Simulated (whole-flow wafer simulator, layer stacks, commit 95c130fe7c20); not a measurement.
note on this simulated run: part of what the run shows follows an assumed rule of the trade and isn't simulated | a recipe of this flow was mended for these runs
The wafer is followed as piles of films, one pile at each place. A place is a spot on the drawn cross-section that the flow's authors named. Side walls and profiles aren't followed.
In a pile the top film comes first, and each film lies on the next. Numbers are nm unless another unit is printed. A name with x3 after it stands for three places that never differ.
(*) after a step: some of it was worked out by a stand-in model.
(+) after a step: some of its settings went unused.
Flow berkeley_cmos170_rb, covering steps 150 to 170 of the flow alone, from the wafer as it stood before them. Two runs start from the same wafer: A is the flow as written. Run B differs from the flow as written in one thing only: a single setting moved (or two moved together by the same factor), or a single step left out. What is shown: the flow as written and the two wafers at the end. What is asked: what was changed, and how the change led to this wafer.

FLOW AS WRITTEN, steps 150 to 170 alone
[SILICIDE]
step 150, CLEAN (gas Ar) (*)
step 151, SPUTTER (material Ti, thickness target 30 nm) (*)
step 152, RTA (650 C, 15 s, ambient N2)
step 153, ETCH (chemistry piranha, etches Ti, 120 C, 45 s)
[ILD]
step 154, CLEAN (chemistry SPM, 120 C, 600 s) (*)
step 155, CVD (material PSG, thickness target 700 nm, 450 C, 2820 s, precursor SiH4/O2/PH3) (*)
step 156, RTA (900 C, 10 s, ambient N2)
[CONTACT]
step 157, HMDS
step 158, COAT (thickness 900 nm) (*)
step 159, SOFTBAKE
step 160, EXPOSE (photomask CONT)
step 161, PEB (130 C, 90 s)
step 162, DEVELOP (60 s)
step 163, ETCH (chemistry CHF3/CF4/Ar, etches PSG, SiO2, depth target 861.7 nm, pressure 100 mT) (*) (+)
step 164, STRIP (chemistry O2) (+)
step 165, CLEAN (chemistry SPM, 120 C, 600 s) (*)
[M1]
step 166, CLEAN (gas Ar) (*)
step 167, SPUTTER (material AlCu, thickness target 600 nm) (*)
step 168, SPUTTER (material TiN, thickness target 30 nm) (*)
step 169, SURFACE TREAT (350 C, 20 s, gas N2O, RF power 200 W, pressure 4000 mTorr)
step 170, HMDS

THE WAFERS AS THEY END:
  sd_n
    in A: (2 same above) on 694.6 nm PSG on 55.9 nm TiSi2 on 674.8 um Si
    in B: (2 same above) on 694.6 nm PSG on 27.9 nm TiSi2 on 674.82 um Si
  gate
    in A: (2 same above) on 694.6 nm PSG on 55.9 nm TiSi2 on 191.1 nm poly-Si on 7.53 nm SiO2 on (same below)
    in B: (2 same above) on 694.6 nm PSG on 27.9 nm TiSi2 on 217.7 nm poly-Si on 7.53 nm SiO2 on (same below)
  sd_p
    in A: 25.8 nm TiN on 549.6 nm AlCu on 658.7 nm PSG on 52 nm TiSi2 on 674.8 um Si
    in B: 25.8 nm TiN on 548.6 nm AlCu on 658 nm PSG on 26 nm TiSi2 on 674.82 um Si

Cause: step 151, SPUTTER: thickness target 15 nm was run, whereas the flow has thickness target 30 nm.

Step by step, how the change led to this:
  step 151, SPUTTER (material Ti, thickness target 30 nm) (*)
      field, sd_n, spacer_n, gate, spacer_p, gate_p, contact, m1: A +30 Ti (new film) | B +15 Ti (new film)
      sd_p: A +27.9 Ti (new film) | B +13.9 Ti (new film)
  step 152, RTA (650 C, 15 s, ambient N2)
      sd_n, contact, m1: A -23.4 Ti, +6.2 TiSi first (new film), +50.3 TiSi2 C49 (new film), -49 Si | B -11.7 Ti, +29.8 TiSi2 C49 (new film), -26.6 Si
      gate, gate_p: A -23.4 Ti, +6.2 TiSi first (new film), +50.3 TiSi2 C49 (new film), -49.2 poly-Si | B -11.7 Ti, +29.8 TiSi2 C49 (new film), -26.7 poly-Si
      (and at 1 other place as well)
  step 153, ETCH (chemistry piranha, etches Ti, 120 C, 45 s)
      sd_n, gate, gate_p, contact, m1: A -6.6 Ti (all of it), -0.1 TiSi first | B -3.3 Ti (all of it), -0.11 TiSi2 C49
      sd_p: A -6.14 Ti (all of it), -0.1 TiSi first | B -3.07 Ti (all of it), -0.11 TiSi2 C49
      (and at 3 other places as well)
  step 156, RTA (900 C, 10 s, ambient N2)
      sd_n, contact, m1: A under 1 film: +55.9 TiSi2 (new film), -6.09 TiSi first (all of it), -50.3 TiSi2 C49 (all of it), -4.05 Si | B under 1 film: +27.9 TiSi2 (new film), -29.7 TiSi2 C49 (all of it)
      gate, gate_p: A under 1 film: +55.9 TiSi2 (new film), -6.09 TiSi first (all of it), -50.3 TiSi2 C49 (all of it), -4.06 poly-Si | B under 1 film: +27.9 TiSi2 (new film), -29.7 TiSi2 C49 (all of it)
      (and at 1 other place as well)
